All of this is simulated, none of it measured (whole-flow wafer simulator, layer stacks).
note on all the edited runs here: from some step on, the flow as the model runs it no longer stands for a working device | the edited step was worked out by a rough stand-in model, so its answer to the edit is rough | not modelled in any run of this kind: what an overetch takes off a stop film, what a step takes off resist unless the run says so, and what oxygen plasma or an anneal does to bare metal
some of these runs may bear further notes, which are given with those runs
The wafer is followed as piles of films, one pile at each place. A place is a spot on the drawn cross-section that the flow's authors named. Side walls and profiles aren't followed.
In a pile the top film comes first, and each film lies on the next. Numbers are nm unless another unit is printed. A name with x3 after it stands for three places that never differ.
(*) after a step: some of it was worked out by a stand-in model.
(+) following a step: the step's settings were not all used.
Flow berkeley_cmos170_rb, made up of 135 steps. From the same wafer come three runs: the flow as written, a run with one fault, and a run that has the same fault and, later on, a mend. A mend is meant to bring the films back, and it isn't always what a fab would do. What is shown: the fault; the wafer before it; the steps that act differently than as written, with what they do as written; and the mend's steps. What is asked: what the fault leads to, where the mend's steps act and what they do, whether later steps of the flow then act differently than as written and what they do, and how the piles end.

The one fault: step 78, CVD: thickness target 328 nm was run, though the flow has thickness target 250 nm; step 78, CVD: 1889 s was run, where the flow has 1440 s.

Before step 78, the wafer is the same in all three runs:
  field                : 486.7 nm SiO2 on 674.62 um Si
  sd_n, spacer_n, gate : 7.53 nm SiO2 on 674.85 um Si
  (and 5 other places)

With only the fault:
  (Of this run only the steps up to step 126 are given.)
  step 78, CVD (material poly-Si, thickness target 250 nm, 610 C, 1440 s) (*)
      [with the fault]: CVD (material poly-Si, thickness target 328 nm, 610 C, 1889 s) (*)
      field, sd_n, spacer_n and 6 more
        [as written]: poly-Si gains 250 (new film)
        [with the fault]: poly-Si gains 328 (new film)
  Later steps of the flow acting differently than as written (5 other steps are not shown; they differ only slightly, by no more than 2% or 0.5 nm, whichever is larger):
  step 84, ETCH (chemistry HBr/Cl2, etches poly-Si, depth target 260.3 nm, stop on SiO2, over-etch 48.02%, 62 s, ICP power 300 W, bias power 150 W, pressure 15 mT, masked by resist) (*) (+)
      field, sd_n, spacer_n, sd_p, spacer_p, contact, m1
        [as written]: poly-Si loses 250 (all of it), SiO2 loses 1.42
        [with the fault]: poly-Si loses 328 (all of it), SiO2 loses 0.29
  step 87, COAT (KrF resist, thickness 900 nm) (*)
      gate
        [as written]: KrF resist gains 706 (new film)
        [with the fault]: KrF resist gains 646.6 (new film)
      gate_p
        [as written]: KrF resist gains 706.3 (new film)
        [with the fault]: KrF resist gains 647.3 (new film)
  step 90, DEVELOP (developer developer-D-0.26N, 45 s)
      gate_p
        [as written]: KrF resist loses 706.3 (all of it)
        [with the fault]: KrF resist loses 647.3 (all of it)
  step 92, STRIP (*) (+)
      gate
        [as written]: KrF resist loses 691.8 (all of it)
        [with the fault]: KrF resist loses 632.4 (all of it)
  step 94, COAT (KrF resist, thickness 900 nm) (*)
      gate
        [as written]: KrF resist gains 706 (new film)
        [with the fault]: KrF resist gains 646.6 (new film)
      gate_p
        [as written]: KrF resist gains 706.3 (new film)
        [with the fault]: KrF resist gains 647.3 (new film)
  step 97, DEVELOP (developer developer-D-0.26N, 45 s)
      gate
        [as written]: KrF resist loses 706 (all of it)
        [with the fault]: KrF resist loses 646.6 (all of it)
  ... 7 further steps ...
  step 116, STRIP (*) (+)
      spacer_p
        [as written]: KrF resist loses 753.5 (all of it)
        [with the fault]: KrF resist loses 698.7 (all of it)
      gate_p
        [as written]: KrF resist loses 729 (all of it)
        [with the fault]: KrF resist loses 675.6 (all of it)
  After step 126, at spacer_n, gate, spacer_p, gate_p, the piles differ from the flow's by more than 2% or 0.5 nm, whichever is larger.
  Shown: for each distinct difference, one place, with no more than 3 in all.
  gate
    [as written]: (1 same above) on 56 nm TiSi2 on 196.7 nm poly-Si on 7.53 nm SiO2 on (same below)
    [with the fault]: (1 same above) on 56 nm TiSi2 on 274.7 nm poly-Si on 7.53 nm SiO2 on (same below)
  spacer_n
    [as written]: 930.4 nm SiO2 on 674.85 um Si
    [with the fault]: 1008.4 nm SiO2 on 674.85 um Si
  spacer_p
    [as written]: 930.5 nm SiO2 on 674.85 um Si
    [with the fault]: 1008.5 nm SiO2 on 674.85 um Si

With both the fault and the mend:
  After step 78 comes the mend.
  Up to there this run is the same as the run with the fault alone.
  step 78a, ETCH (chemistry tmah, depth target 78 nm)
      field, sd_n, spacer_n and 6 more
        poly-Si loses 78
  Every later step of the flow that is run acts as written at every place that is followed.
  The piles end the same as the flow's at every place that both follow.
